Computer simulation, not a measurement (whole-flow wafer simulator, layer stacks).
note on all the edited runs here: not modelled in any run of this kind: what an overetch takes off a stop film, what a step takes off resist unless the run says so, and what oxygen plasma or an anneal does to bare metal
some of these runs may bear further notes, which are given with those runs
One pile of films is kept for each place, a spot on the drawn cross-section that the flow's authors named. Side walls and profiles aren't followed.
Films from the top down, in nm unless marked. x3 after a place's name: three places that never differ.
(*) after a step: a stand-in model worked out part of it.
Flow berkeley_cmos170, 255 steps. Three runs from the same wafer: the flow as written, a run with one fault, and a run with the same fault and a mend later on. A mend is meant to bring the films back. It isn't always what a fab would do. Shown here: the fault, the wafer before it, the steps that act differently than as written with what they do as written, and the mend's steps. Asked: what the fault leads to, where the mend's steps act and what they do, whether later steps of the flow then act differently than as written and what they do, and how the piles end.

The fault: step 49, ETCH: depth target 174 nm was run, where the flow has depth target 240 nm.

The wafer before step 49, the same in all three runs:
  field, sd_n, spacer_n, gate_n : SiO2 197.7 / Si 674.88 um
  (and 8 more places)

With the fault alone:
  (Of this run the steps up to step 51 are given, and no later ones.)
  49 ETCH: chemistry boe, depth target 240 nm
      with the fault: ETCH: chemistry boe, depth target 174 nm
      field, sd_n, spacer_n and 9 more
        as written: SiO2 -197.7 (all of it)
        with the fault: SiO2 -174
  Later steps of the flow that act differently than as written:
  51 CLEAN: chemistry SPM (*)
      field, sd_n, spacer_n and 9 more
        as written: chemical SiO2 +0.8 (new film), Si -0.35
        with the fault: nothing
  After step 51 the piles differ from the flow's by more than 2% or 0.5 nm, whichever is larger, at field, sd_n, spacer_n and 9 more.
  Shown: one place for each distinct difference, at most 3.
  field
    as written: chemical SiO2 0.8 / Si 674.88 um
    with the fault: SiO2 23.6 / Si 674.88 um

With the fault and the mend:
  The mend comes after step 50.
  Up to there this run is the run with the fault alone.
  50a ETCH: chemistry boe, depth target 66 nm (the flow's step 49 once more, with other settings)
      field, sd_n, spacer_n and 9 more
        SiO2 -23.6 (all of it)
  No later step of the flow acts differently than as written at any place that is followed.
  At the end the piles are the same as the flow's at every place that both follow.
